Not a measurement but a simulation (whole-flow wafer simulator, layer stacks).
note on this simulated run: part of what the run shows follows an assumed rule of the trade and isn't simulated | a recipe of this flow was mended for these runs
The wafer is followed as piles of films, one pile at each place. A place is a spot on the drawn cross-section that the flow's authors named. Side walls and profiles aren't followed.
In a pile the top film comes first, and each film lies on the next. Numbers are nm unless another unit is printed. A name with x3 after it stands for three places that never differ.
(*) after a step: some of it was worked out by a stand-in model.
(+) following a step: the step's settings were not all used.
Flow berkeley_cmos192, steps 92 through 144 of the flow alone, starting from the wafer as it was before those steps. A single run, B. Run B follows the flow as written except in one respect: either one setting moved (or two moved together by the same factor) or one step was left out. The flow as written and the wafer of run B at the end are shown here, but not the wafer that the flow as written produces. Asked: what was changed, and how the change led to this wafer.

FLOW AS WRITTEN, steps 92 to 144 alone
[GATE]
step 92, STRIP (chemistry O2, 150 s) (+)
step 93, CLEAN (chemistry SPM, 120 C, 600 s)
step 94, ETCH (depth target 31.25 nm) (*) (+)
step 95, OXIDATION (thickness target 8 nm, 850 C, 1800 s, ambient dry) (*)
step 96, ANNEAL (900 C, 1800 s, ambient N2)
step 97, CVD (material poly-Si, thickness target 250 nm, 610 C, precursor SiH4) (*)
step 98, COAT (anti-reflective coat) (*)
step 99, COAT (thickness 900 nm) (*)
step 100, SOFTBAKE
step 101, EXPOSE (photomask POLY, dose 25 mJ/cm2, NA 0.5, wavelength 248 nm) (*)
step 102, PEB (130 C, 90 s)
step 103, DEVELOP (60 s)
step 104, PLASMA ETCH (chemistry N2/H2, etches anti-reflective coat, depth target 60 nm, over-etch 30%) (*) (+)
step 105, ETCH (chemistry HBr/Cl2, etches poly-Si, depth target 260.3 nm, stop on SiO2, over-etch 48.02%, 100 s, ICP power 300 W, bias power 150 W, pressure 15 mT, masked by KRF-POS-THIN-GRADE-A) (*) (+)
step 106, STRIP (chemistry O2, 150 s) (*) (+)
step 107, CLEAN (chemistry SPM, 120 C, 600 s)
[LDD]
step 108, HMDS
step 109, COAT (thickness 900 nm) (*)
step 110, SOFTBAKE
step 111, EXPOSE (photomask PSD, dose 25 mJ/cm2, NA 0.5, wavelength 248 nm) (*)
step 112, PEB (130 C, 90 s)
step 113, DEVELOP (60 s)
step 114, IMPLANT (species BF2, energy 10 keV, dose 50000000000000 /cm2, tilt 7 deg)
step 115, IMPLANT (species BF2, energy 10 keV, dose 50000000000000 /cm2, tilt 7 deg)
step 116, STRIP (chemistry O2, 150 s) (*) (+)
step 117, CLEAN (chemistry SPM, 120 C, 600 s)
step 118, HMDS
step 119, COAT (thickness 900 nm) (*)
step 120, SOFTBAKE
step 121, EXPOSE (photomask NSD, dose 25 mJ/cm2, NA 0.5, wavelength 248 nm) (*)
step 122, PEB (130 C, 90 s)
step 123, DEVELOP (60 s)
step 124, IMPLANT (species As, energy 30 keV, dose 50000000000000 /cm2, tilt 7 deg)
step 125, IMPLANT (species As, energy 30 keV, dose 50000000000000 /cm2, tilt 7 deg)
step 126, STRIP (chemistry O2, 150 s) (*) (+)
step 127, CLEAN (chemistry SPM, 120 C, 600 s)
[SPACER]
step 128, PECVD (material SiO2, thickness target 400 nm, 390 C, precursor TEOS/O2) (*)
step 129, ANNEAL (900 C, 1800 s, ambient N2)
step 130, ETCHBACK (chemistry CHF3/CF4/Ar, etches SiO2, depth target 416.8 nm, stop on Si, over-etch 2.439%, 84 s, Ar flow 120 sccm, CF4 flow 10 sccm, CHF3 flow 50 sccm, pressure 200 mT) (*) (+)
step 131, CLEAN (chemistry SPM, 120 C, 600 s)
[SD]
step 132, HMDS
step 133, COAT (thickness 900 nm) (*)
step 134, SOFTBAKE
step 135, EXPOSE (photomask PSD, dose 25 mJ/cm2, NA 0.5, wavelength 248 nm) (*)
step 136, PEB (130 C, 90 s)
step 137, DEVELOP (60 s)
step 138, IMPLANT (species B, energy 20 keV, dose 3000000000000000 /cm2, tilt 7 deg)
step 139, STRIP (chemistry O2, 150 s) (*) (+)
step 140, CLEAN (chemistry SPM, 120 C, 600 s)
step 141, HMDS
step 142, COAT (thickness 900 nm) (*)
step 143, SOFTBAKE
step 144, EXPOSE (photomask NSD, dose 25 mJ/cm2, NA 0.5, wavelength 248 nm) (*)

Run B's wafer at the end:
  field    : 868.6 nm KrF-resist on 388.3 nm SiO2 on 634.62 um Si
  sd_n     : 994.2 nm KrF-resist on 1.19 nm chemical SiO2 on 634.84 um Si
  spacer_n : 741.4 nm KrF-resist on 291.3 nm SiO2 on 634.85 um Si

Cause: step 97, CVD: thickness target 310 nm was run, while the flow as written has thickness target 250 nm.

Step by step, how the change led to this:
  step 97, CVD (material poly-Si, thickness target 250 nm, 610 C, precursor SiH4) (*)
      field, sd_n, spacer_n and 6 more: poly-Si gains 310 (new film) (it would be, as written: poly-Si gains 250 (new film))
  step 105, ETCH (chemistry HBr/Cl2, etches poly-Si, depth target 260.3 nm, stop on SiO2, over-etch 48.02%, 100 s, ICP power 300 W, bias power 150 W, pressure 15 mT, masked by KRF-POS-THIN-GRADE-A) (*) (+)
      spacer_n, spacer_p: poly-Si loses 306.1 (all of it), SiO2 loses 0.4 (it would be, as written: poly-Si loses 246.2 (all of it), SiO2 loses 1.71)
      field: poly-Si loses 306.1 (all of it), SiO2 loses 0.4 (it would be, as written: poly-Si loses 246.1 (all of it), SiO2 loses 1.71)
      (also at 4 further places)
  step 109, COAT (thickness 900 nm) (*)
      gate: KrF-resist gains 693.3 (new film) (it would be, as written: KrF-resist gains 743.5 (new film))
      gate_p: KrF-resist gains 689.6 (new film) (it would be, as written: KrF-resist gains 739.8 (new film))
  step 113, DEVELOP (60 s)
      gate_p: KrF-resist loses 688.1 (all of it) (it would be, as written: KrF-resist loses 738.2 (all of it))
  step 116, STRIP (chemistry O2, 150 s) (*) (+)
      gate: KrF-resist loses 676.9 (all of it), chemical SiO2 gains 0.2, poly-Si loses 0.09 (it would be, as written: KrF-resist loses 727 (all of it), chemical SiO2 gains 0.2, poly-Si loses 0.09)
  step 119, COAT (thickness 900 nm) (*)
      gate: KrF-resist gains 693.2 (new film) (it would be, as written: KrF-resist gains 743.4 (new film))
      gate_p: KrF-resist gains 689.5 (new film) (it would be, as written: KrF-resist gains 739.7 (new film))
  step 123, DEVELOP (60 s)
      gate: KrF-resist loses 691.7 (all of it) (it would be, as written: KrF-resist loses 741.9 (all of it))
  step 126, STRIP (chemistry O2, 150 s) (*) (+)
      gate_p: KrF-resist loses 673.1 (all of it), chemical SiO2 gains 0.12, poly-Si loses 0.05 (it would be, as written: KrF-resist loses 723.2 (all of it), chemical SiO2 gains 0.12, poly-Si loses 0.05)
  step 130, ETCHBACK (chemistry CHF3/CF4/Ar, etches SiO2, depth target 416.8 nm, stop on Si, over-etch 2.439%, 84 s, Ar flow 120 sccm, CF4 flow 10 sccm, CHF3 flow 50 sccm, pressure 200 mT) (*) (+)
      spacer_n, spacer_p: SiO2 loses 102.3 (it would be, as written: SiO2 loses 161)
  step 133, COAT (thickness 900 nm) (*)
      spacer_n: KrF-resist gains 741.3 (new film) (it would be, as written: KrF-resist gains 785.3 (new film))
      gate: KrF-resist gains 721.7 (new film) (it would be, as written: KrF-resist gains 764.7 (new film))
      (also at 2 further places)
  step 137, DEVELOP (60 s)
      spacer_p: KrF-resist loses 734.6 (all of it) (it would be, as written: KrF-resist loses 778.4 (all of it))
      gate_p: KrF-resist loses 714.8 (all of it) (it would be, as written: KrF-resist loses 757.7 (all of it))
  step 139, STRIP (chemistry O2, 150 s) (*) (+)
      spacer_n: KrF-resist loses 724.8 (all of it) (it would be, as written: KrF-resist loses 768.7 (all of it))
      gate: KrF-resist loses 705.2 (all of it), chemical SiO2 gains 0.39, poly-Si loses 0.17 (it would be, as written: KrF-resist loses 748.1 (all of it), chemical SiO2 gains 0.39, poly-Si loses 0.17)
  step 142, COAT (thickness 900 nm) (*)
      spacer_n: KrF-resist gains 741.4 (new film) (it would be, as written: KrF-resist gains 785.4 (new film))
      gate: KrF-resist gains 721.5 (new film) (it would be, as written: KrF-resist gains 764.6 (new film))
      (also at 2 further places)
